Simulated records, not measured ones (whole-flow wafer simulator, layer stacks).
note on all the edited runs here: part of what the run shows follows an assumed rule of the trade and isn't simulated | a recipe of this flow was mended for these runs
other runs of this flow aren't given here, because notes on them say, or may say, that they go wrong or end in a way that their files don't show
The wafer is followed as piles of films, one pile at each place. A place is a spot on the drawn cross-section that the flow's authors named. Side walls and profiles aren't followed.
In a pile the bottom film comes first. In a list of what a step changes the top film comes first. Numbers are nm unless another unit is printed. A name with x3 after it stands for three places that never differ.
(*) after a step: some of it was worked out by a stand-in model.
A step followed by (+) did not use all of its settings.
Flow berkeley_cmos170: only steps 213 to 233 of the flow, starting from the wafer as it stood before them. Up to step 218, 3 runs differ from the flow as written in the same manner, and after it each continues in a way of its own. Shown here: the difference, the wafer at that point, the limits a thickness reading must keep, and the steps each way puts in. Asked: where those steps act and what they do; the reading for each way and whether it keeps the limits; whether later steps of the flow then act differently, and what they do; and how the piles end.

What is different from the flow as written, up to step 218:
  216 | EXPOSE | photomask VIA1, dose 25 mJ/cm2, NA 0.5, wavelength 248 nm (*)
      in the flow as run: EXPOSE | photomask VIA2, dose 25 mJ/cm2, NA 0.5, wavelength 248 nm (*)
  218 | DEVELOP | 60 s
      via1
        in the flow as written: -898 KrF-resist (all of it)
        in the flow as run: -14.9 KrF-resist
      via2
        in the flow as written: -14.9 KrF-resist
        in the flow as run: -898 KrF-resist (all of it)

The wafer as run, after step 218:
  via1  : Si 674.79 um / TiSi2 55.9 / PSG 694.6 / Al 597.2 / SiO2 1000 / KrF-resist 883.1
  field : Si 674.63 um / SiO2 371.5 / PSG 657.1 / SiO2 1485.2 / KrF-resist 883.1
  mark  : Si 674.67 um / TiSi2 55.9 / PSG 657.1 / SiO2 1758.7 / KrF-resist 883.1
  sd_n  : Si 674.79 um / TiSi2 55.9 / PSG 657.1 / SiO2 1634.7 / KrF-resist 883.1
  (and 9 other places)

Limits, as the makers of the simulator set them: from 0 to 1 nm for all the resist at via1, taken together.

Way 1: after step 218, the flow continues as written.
  The reading taken after step 218 is 883.1 nm, which is outside the limits.
  Steps later in the flow that act otherwise than as written:
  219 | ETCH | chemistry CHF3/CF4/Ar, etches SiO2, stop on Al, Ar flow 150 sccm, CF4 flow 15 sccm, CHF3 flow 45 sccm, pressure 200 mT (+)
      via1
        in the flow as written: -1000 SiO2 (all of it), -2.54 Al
        going this way: -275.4 KrF-resist
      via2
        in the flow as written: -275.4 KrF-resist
        going this way: -1000 SiO2 (all of it), -2.54 Al
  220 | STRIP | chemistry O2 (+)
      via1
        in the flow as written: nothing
        going this way: -607.6 KrF-resist (all of it)
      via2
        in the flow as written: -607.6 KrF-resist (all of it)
        going this way: nothing
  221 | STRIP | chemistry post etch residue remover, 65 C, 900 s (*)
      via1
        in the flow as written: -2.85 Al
        going this way: nothing
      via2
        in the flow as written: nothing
        going this way: -2.85 Al
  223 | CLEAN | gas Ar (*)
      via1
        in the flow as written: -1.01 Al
        going this way: -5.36 SiO2
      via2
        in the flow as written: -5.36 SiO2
        going this way: -1.01 Al
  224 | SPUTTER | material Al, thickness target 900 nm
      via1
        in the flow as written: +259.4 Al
        going this way: +900 Al (new film)
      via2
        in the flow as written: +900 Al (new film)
        going this way: +259.4 Al
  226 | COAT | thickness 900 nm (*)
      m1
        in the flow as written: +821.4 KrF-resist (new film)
        going this way: +862.2 KrF-resist (new film)
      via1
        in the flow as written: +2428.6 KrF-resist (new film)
        going this way: +885.3 KrF-resist (new film)
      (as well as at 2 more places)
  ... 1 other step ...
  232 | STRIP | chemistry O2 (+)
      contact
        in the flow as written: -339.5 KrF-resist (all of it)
        going this way: -348.1 KrF-resist (all of it)
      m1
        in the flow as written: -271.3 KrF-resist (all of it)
        going this way: -312 KrF-resist (all of it)
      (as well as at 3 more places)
  At via1, via2, the piles at the end differ from the flow's by more than 2% or 0.5 nm, whichever is larger.
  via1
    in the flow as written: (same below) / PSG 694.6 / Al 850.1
    going this way: (same below) / PSG 694.6 / Al 597.2 / SiO2 994.6 / Al 900
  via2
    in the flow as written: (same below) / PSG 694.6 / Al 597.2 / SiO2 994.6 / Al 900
    going this way: (same below) / PSG 694.6 / Al 850.1

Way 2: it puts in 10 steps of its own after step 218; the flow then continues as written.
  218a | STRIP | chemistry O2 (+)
      field, mark, sd_n and 9 more
        -883.1 KrF-resist (all of it)
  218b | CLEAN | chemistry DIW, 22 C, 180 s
      does not change any film at any place that is followed
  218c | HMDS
      does not change any film at any place that is followed
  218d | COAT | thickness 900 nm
      field, mark, sd_n and 10 more
        +900 KrF-resist (new film)
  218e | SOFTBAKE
      does not change any film at any place that is followed
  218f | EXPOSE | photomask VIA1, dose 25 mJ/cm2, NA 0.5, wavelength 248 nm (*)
      does not change any film at any place that is followed
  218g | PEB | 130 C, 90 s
      field, mark, sd_n and 10 more
        -2 KrF-resist
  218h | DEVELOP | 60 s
      field, mark, sd_n and 9 more
        -14.9 KrF-resist
      via1
        -898 KrF-resist (all of it)
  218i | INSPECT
      does not change any film at any place that is followed
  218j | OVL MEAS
      does not change any film at any place that is followed
  The reading taken after step 218j is 0 nm, which is within the limits.
  Every later step of the flow that is run acts as written at every place that is followed.
  At every place that both follow, the piles at the end match the flow's.

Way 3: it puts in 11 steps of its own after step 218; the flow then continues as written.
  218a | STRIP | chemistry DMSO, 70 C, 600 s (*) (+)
      field, mark, sd_n and 9 more
        -883.1 KrF-resist (all of it)
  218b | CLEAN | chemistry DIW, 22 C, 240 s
      does not change any film at any place that is followed
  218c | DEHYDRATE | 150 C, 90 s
      does not change any film at any place that is followed
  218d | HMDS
      does not change any film at any place that is followed
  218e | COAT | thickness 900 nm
      field, mark, sd_n and 10 more
        +900 KrF-resist (new film)
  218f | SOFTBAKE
      does not change any film at any place that is followed
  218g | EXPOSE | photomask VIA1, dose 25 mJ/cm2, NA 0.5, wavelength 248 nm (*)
      does not change any film at any place that is followed
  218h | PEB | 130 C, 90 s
      field, mark, sd_n and 10 more
        -2 KrF-resist
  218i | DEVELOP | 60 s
      field, mark, sd_n and 9 more
        -14.9 KrF-resist
      via1
        -898 KrF-resist (all of it)
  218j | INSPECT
      does not change any film at any place that is followed
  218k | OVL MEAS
      does not change any film at any place that is followed
  The reading taken after step 218k is 0 nm, which is within the limits.
  Every later step of the flow that is run acts as written at every place that is followed.
  At every place that both follow, the piles at the end match the flow's.

The limits are kept by: way 2, way 3. They are not kept by: way 1.
